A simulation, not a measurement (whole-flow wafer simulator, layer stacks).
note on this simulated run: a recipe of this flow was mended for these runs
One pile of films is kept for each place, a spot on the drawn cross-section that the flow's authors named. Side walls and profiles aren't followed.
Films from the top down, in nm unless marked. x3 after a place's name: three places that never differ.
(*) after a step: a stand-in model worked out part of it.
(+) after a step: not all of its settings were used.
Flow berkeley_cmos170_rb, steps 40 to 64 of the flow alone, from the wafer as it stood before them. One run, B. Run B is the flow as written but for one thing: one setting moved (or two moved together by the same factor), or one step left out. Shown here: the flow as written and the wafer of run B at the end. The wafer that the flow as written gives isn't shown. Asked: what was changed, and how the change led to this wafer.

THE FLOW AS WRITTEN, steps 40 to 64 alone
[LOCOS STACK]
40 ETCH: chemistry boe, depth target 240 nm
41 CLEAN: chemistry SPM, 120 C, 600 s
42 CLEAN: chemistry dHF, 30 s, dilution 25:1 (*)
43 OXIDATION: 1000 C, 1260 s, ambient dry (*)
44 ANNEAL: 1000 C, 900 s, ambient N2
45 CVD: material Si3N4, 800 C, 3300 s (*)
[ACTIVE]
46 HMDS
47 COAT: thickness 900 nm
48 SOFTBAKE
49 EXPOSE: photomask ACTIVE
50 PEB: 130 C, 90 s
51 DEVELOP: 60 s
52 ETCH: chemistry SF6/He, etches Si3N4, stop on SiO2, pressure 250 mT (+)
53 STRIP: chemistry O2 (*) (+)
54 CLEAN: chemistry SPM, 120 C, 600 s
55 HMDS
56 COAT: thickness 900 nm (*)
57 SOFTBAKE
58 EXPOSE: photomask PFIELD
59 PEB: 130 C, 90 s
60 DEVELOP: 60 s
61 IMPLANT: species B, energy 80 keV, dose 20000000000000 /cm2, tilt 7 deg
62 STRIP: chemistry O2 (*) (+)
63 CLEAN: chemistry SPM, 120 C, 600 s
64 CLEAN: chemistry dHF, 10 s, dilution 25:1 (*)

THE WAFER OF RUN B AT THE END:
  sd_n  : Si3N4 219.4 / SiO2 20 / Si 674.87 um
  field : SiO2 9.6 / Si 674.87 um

The cause: step 43, OXIDATION: 970 C was run, where the flow has 1000 C.

How the change led to this, step by step:
  43 OXIDATION: 1000 C, 1260 s, ambient dry (*)
      field, sd_n, spacer_n and 6 more: SiO2 +20 (new film), Si -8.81 (as written it would be: SiO2 +26.6 (new film), Si -11.7)
